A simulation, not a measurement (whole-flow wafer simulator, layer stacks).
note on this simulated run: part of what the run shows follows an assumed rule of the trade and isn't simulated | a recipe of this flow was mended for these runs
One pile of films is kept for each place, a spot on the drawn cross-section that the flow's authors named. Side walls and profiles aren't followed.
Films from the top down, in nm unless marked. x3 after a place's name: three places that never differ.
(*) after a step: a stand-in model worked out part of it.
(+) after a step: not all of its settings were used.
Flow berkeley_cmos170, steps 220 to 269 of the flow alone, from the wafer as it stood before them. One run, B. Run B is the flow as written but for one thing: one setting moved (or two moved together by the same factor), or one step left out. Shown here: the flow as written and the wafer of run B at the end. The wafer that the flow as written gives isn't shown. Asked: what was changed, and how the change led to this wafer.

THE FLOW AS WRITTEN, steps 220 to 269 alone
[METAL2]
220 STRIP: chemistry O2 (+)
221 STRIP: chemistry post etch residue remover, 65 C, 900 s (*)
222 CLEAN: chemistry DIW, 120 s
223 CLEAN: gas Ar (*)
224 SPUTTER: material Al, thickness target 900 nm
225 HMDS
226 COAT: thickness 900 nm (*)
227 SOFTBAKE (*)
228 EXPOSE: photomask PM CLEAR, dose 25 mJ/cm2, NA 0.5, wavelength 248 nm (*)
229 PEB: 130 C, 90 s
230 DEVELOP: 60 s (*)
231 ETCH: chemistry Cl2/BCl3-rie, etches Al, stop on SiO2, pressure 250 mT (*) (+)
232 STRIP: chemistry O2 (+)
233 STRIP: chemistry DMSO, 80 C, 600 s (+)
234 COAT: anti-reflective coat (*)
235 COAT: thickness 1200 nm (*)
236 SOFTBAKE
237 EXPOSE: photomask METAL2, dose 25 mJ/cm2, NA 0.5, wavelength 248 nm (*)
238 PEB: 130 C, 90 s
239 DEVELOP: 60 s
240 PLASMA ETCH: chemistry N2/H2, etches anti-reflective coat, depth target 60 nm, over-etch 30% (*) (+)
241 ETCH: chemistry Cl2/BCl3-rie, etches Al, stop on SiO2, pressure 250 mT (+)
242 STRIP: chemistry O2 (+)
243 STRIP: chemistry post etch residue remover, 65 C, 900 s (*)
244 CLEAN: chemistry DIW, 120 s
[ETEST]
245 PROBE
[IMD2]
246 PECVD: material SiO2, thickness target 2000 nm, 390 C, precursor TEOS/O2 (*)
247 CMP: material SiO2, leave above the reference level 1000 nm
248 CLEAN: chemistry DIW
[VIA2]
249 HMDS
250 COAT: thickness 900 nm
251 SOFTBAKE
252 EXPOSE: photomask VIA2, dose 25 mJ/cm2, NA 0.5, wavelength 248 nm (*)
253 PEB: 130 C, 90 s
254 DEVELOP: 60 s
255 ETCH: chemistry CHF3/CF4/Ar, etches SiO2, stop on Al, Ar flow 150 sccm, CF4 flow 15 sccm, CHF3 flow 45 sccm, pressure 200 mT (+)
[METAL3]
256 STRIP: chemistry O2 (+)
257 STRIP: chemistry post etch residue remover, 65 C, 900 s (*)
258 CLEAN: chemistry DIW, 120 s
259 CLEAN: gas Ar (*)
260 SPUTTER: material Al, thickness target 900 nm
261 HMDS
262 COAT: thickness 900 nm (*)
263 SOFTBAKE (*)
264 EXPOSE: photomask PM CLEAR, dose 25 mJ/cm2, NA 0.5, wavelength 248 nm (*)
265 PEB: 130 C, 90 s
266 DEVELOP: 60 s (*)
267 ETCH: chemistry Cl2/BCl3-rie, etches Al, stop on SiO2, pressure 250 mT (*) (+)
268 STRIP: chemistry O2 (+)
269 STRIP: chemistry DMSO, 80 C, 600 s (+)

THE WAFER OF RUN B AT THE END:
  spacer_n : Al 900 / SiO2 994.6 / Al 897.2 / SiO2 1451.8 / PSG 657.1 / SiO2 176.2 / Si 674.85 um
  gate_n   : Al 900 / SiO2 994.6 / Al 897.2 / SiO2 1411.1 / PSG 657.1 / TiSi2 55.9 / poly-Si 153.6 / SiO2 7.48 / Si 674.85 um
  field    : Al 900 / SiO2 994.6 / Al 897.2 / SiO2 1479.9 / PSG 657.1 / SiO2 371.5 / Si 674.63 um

The cause: step 241, ETCH: chemistry Cl2/BCl3-rie, etches Al, stop on SiO2, pressure 250 mT (+), was left out.

How the change led to this, step by step:
  242 STRIP: chemistry O2 (+)
      contact: KrF-resist -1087 (all of it), anti-reflective coat -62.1 (all of it) (as written it would be: KrF-resist -412 (all of it), anti-reflective coat -62.1 (all of it))
      m1: KrF-resist -1108.1 (all of it), anti-reflective coat -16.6 (all of it) (as written it would be: KrF-resist -433.1 (all of it), anti-reflective coat -16.6 (all of it))
      (and at 3 more places)
  243 STRIP: chemistry post etch residue remover, 65 C, 900 s (*)
      field, sd_n, spacer_n, gate_n, sd_p, spacer_p, gate_p: Al -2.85 (as written it would be: nothing)
  246 PECVD: material SiO2, thickness target 2000 nm, 390 C, precursor TEOS/O2 (*)
      field, sd_n, spacer_n, gate_n, sd_p, spacer_p, gate_p: SiO2 +2000 (new film) (as written it would be: SiO2 +2000)
  247 CMP: material SiO2, leave above the reference level 1000 nm
      mark: SiO2 -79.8 (as written it would be: nothing)
      field, sd_n, spacer_n, gate_n, sd_p, spacer_p, gate_p: SiO2 -1000 (as written it would be: SiO2 -46.6)
Counting metal films that touch as one body, spacer_n has 2 bodies (between them, from the top down: SiO2 994.6); the flow as written gives 1 body.
Counting metal films that touch as one body, gate_n has 2 bodies (between them, from the top down: SiO2 994.6); the flow as written gives 1 body.
Counting metal films that touch as one body, field has 2 bodies (between them, from the top down: SiO2 994.6); the flow as written gives 1 body.
